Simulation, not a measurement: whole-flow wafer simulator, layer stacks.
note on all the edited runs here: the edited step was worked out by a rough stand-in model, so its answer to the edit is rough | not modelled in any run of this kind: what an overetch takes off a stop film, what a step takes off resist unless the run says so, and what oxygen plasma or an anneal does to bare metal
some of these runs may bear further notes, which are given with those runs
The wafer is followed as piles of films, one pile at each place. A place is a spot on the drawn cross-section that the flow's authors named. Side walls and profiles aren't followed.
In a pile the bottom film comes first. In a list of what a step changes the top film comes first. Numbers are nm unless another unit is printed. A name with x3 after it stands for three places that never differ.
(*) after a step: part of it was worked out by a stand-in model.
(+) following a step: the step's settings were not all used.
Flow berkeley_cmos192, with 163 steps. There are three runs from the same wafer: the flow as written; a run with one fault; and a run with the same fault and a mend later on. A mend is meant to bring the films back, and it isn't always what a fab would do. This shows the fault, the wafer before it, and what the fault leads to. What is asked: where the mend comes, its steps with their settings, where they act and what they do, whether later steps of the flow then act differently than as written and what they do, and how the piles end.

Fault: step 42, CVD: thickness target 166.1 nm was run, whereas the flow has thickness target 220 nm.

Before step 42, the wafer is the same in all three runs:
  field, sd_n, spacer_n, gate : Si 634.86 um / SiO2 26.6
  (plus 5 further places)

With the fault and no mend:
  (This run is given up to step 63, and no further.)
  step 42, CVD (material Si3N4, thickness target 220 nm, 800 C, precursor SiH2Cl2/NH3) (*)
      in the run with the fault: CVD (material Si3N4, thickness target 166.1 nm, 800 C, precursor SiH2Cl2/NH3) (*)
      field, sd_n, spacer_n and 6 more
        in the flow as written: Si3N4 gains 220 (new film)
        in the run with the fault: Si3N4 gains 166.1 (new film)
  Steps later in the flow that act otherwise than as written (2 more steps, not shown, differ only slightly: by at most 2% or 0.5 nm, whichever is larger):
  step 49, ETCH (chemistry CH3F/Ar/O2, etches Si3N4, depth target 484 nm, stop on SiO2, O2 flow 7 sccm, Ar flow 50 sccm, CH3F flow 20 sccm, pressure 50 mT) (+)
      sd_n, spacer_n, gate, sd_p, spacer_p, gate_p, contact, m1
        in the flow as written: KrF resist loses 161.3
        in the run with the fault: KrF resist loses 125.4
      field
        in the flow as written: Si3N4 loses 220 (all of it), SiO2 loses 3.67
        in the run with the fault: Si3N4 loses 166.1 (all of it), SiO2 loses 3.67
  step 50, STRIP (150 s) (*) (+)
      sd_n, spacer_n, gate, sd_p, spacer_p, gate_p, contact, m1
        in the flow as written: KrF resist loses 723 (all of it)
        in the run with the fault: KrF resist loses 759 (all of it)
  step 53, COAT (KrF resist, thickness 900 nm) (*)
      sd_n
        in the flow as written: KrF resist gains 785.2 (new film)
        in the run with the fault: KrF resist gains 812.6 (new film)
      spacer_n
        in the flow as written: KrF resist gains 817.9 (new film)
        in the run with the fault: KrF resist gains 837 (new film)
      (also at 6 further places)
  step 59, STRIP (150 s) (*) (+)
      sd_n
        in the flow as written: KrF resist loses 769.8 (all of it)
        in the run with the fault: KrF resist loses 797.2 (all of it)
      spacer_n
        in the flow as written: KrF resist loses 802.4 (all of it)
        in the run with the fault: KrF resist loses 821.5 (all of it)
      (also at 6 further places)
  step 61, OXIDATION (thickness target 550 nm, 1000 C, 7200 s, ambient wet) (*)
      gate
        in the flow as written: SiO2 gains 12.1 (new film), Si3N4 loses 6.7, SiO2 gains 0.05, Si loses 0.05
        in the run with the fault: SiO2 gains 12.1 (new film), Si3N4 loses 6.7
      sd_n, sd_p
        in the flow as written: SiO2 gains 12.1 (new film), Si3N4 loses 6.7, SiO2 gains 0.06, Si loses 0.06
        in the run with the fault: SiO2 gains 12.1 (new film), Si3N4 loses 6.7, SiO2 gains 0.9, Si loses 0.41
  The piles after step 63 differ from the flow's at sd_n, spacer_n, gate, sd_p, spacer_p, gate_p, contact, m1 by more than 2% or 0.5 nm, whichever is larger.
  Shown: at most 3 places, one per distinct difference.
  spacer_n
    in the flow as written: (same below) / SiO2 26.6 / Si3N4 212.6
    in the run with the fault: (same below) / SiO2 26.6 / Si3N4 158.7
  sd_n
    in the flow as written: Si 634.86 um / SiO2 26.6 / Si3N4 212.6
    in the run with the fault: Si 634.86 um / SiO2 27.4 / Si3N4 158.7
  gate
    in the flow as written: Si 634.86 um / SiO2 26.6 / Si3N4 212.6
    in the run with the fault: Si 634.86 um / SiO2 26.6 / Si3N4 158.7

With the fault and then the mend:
  After step 42 comes the mend.
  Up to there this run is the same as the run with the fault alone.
  step 42a, CVD (material Si3N4, thickness target 53.9 nm, 800 C, precursor SiH2Cl2/NH3) (*) (the flow's step 42 again, with other settings)
      field, sd_n, spacer_n and 6 more
        Si3N4 gains 53.9
  Every later step of the flow that is run acts as written at every place that is followed.
  The piles end the same as the flow's at every place that both follow.
